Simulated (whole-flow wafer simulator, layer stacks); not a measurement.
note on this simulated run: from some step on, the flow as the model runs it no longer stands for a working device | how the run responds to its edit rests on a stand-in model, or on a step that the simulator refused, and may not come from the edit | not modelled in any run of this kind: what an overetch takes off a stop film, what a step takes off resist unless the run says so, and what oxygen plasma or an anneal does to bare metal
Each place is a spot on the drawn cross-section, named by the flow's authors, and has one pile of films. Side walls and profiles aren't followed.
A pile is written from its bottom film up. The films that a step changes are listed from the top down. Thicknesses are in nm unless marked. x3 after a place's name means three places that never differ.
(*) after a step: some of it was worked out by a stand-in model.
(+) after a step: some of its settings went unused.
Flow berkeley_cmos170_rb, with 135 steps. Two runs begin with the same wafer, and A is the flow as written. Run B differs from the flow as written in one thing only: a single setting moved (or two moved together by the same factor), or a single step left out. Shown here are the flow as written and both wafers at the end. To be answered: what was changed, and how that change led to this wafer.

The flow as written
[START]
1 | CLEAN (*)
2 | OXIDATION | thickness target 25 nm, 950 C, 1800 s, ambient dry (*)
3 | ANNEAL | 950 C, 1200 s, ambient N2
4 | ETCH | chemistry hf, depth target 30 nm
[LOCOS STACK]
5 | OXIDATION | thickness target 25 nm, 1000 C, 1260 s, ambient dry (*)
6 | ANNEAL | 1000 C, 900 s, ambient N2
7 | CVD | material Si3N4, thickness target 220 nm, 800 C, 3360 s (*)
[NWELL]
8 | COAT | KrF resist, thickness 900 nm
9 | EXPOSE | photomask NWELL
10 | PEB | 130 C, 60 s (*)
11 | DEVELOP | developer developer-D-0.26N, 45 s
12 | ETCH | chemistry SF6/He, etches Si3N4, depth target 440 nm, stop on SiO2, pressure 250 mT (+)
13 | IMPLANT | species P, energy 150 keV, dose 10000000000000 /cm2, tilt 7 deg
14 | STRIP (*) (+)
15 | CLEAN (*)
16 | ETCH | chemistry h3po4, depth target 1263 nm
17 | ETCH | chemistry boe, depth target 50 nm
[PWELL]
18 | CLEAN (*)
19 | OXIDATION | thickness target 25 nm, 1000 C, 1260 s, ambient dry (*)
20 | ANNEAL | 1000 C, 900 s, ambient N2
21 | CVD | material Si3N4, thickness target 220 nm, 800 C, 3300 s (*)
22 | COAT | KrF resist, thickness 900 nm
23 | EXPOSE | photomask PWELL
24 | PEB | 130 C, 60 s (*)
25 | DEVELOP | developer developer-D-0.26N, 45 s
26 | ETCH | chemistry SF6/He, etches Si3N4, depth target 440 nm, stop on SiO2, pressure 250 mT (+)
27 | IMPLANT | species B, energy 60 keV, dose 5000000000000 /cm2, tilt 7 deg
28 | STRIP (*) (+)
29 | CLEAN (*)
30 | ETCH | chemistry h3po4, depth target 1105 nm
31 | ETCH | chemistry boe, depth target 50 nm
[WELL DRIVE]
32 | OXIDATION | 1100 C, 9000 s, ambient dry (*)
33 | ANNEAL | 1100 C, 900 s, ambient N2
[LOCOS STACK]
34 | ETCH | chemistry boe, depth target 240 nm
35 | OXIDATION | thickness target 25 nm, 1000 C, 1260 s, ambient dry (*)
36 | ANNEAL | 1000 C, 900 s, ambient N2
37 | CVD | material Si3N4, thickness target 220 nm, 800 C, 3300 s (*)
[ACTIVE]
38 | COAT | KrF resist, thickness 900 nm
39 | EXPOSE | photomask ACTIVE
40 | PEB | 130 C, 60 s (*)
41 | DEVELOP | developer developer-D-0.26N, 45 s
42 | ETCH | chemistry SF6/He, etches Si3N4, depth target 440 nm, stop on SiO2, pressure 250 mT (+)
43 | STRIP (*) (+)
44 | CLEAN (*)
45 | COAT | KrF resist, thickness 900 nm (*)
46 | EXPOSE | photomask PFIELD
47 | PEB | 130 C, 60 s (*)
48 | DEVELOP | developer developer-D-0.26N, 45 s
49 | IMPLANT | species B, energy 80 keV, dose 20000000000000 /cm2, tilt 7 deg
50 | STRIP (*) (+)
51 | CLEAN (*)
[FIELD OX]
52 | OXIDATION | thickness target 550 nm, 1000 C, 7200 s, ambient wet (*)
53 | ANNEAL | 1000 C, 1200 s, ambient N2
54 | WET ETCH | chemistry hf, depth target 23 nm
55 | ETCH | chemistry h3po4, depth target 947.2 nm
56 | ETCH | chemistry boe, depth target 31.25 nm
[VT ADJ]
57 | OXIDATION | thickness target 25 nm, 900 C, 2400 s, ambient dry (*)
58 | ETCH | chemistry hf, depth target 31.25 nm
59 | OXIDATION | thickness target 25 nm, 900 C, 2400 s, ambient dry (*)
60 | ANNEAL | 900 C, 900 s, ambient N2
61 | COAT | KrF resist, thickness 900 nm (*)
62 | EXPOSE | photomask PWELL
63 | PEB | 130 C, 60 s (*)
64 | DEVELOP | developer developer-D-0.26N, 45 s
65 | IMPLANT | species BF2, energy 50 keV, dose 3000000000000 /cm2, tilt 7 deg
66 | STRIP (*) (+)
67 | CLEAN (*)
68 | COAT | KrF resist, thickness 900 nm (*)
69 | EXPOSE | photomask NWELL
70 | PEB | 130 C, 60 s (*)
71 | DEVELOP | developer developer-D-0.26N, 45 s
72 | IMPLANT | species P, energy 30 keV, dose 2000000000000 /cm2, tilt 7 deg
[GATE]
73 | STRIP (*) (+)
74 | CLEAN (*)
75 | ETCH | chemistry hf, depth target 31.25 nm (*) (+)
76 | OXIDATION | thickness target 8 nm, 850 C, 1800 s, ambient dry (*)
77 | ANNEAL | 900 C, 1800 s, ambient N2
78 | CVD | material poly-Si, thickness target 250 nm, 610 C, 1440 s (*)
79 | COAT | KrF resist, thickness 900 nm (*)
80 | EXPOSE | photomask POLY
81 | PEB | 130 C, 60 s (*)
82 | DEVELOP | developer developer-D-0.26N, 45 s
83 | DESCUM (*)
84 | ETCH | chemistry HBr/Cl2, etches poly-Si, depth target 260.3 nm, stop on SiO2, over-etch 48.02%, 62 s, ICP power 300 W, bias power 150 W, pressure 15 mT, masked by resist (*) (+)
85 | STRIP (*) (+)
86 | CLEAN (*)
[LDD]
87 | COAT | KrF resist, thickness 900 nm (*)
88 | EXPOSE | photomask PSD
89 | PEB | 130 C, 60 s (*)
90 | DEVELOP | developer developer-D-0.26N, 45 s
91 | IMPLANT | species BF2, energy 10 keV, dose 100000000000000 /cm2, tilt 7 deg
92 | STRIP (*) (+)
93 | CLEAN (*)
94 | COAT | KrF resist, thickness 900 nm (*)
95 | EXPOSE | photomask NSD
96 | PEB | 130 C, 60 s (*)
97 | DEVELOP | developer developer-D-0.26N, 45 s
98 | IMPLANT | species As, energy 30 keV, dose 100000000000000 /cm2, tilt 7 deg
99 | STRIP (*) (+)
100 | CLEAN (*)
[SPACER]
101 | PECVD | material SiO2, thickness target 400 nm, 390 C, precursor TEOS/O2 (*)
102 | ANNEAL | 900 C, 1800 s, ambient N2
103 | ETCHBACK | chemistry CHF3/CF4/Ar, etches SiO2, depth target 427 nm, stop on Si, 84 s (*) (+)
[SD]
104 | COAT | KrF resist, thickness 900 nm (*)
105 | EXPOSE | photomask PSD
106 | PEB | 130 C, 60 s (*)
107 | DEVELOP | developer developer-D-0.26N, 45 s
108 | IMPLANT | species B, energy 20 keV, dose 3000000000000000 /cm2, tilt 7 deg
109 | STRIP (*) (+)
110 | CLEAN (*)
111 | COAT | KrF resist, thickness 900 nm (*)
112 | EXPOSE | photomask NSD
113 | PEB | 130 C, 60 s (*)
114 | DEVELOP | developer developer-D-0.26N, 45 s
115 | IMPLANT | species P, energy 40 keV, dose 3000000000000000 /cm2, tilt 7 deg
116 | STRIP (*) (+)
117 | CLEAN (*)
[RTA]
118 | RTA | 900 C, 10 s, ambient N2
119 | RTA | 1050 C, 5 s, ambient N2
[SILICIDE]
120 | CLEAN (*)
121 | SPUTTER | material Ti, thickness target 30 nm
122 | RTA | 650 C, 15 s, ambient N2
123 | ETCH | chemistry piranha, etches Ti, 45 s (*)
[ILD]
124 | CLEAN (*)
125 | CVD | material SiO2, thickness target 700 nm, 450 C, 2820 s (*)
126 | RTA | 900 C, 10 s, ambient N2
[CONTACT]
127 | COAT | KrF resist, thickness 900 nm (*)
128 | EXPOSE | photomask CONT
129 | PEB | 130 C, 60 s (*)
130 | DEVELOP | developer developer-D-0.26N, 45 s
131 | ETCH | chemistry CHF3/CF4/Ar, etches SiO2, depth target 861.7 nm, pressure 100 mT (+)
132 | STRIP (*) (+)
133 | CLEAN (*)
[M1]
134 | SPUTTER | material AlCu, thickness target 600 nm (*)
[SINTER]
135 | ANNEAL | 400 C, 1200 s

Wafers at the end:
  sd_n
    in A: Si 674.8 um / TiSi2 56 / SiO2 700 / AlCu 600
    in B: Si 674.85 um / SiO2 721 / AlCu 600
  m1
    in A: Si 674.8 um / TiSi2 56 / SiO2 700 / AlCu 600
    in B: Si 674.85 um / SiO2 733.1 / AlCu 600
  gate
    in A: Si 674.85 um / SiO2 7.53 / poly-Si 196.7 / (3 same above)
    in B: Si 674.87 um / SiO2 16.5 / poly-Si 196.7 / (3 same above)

What caused this: step 22, COAT: thickness 450 nm was run, while the flow as written has thickness 900 nm; step 34, ETCH: depth target 120 nm was run, where the flow has depth target 240 nm.

How this came from the change, step by step:
  22 | COAT | KrF resist, thickness 900 nm
      field, sd_n, spacer_n and 6 more: A KrF resist gains 900 (new film) | B KrF resist gains 450 (new film)
  25 | DEVELOP | developer developer-D-0.26N, 45 s
      field, sd_n, spacer_n, gate, contact: A KrF resist loses 900 (all of it) | B KrF resist loses 450 (all of it)
  28 | STRIP (*) (+)
      sd_p, spacer_p, gate_p, m1: A KrF resist loses 527.1 (all of it) | B KrF resist loses 77.1 (all of it)
  34 | ETCH | chemistry boe, depth target 240 nm
      field, sd_n, spacer_n and 6 more: A SiO2 loses 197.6 (all of it) | B SiO2 loses 120
  35 | OXIDATION | thickness target 25 nm, 1000 C, 1260 s, ambient dry (*)
      field, sd_n, spacer_n and 6 more: A SiO2 gains 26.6 (new film), Si loses 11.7 | B SiO2 gains 12.9, Si loses 5.68
  52 | OXIDATION | thickness target 550 nm, 1000 C, 7200 s, ambient wet (*)
      spacer_n: A SiO2 gains 12.9 (new film), Si3N4 loses 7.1 | B SiO2 gains 12.9 (new film), Si3N4 loses 7.1, SiO2 gains 0.19, Si loses 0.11
      gate: A SiO2 gains 12.9 (new film), Si3N4 loses 7.1, SiO2 gains 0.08, Si loses 0.08 | B SiO2 gains 12.9 (new film), Si3N4 loses 7.1, SiO2 gains 0.11
      (also at 7 further places)
  56 | ETCH | chemistry boe, depth target 31.25 nm
      spacer_n, gate, sd_p, spacer_p, gate_p, contact: A SiO2 loses 26.6 (all of it) | B SiO2 loses 31.2
      sd_n: A SiO2 loses 28.8 (all of it) | B SiO2 loses 31.3
      (also at 1 further place)
  57 | OXIDATION | thickness target 25 nm, 900 C, 2400 s, ambient dry (*)
      spacer_n, gate, spacer_p, gate_p: A SiO2 gains 15 (new film), Si loses 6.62 | B SiO2 gains 7.82, Si loses 3.44
      sd_n: A SiO2 gains 15 (new film), Si loses 6.62 | B SiO2 gains 4.45, Si loses 1.96
      (also at 3 further places)
  58 | ETCH | chemistry hf, depth target 31.25 nm
      sd_n, spacer_n, gate, sd_p, spacer_p, gate_p, contact, m1: A SiO2 loses 15 (all of it) | B SiO2 loses 31.2
  59 | OXIDATION | thickness target 25 nm, 900 C, 2400 s, ambient dry (*)
      spacer_n, gate, gate_p: A SiO2 gains 15 (new film), Si loses 6.62 | B SiO2 gains 7.67, Si loses 3.37
      sd_n: A SiO2 gains 15 (new film), Si loses 6.62 | B SiO2 gains 6.85, Si loses 3.02
      (also at 4 further places)
  75 | ETCH | chemistry hf, depth target 31.25 nm (*) (+)
      sd_n, spacer_n, gate, spacer_p, gate_p, contact: A SiO2 loses 15 (all of it) | B SiO2 loses 31.2
      sd_p, m1: A SiO2 loses 15 (all of it) | B SiO2 loses 31.3
  76 | OXIDATION | thickness target 8 nm, 850 C, 1800 s, ambient dry (*)
      gate, gate_p: A SiO2 gains 7.53 (new film), Si loses 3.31 | B SiO2 gains 4.17, Si loses 1.84
      sd_n: A SiO2 gains 7.53 (new film), Si loses 3.31 | B SiO2 gains 3.19, Si loses 1.41
      (also at 5 further places)
  85 | STRIP (*) (+)
      gate: A KrF resist loses 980 (all of it) | B KrF resist loses 1001.7 (all of it)
      gate_p: A KrF resist loses 979.9 (all of it) | B KrF resist loses 1001.7 (all of it)
  87 | COAT | KrF resist, thickness 900 nm (*)
      gate: A KrF resist gains 706 (new film) | B KrF resist gains 720.9 (new film)
  92 | STRIP (*) (+)
      gate: A KrF resist loses 691.8 (all of it) | B KrF resist loses 706.7 (all of it)
  94 | COAT | KrF resist, thickness 900 nm (*)
      gate: A KrF resist gains 706 (new film) | B KrF resist gains 720.9 (new film)
  ... another 13 steps ...
  134 | SPUTTER | material AlCu, thickness target 600 nm (*)
      sd_p: A AlCu gains 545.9 (new film) | B AlCu gains 534.2 (new film)
